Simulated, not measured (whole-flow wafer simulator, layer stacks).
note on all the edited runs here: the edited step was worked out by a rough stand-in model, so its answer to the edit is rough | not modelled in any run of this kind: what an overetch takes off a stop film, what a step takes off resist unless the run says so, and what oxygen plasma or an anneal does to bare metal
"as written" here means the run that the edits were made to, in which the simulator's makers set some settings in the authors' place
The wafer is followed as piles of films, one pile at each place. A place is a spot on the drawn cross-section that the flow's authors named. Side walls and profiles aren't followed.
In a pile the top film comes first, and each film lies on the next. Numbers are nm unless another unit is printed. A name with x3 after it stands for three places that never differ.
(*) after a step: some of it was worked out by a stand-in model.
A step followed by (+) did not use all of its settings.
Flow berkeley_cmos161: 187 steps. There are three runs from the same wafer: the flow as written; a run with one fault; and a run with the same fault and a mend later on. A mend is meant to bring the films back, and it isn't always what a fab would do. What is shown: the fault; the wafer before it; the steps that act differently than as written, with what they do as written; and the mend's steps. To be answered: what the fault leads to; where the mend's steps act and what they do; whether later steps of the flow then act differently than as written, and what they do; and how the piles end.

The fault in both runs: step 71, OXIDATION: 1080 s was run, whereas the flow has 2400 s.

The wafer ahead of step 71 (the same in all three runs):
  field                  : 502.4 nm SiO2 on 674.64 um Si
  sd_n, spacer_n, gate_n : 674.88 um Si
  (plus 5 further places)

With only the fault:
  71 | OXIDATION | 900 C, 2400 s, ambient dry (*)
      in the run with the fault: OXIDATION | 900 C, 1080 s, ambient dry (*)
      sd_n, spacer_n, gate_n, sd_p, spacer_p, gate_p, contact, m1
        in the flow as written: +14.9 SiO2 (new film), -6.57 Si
        in the run with the fault: +9.06 SiO2 (new film), -3.99 Si
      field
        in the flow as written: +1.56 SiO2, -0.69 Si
        in the run with the fault: +0.7 SiO2, -0.31 Si
  Steps further on in the flow that do not act as written (46 other steps are not shown; they differ only slightly, by no more than 2% or 0.5 nm, whichever is larger):
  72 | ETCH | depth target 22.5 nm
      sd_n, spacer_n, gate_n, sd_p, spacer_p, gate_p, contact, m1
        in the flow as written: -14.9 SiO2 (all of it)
        in the run with the fault: -9.06 SiO2 (all of it)
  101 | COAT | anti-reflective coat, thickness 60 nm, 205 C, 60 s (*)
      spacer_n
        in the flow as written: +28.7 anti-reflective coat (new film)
        in the run with the fault: +29.3 anti-reflective coat (new film)
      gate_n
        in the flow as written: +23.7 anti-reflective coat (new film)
        in the run with the fault: +24.3 anti-reflective coat (new film)
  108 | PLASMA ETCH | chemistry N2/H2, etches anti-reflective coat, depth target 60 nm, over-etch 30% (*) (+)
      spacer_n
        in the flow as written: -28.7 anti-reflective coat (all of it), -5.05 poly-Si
        in the run with the fault: -29.3 anti-reflective coat (all of it), -4.96 poly-Si
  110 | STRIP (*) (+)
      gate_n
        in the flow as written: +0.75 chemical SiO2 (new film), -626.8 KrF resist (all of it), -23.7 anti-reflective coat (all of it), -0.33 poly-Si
        in the run with the fault: +0.75 chemical SiO2 (new film), -624.9 KrF resist (all of it), -24.3 anti-reflective coat (all of it), -0.33 poly-Si
  At the end the piles are close to the flow's at the places that both follow, differing by at most 2% or 0.5 nm, whichever is larger.

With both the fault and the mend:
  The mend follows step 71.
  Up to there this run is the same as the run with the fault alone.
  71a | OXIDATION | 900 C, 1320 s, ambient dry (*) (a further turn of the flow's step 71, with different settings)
      sd_n, spacer_n, gate_n, sd_p, spacer_p, gate_p, contact, m1
        +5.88 SiO2, -2.59 Si
      field
        +0.86 SiO2, -0.38 Si
  Every later step of the flow that is run acts as written at every place that is followed.
  By the end, the piles equal the flow's at every place that both follow.
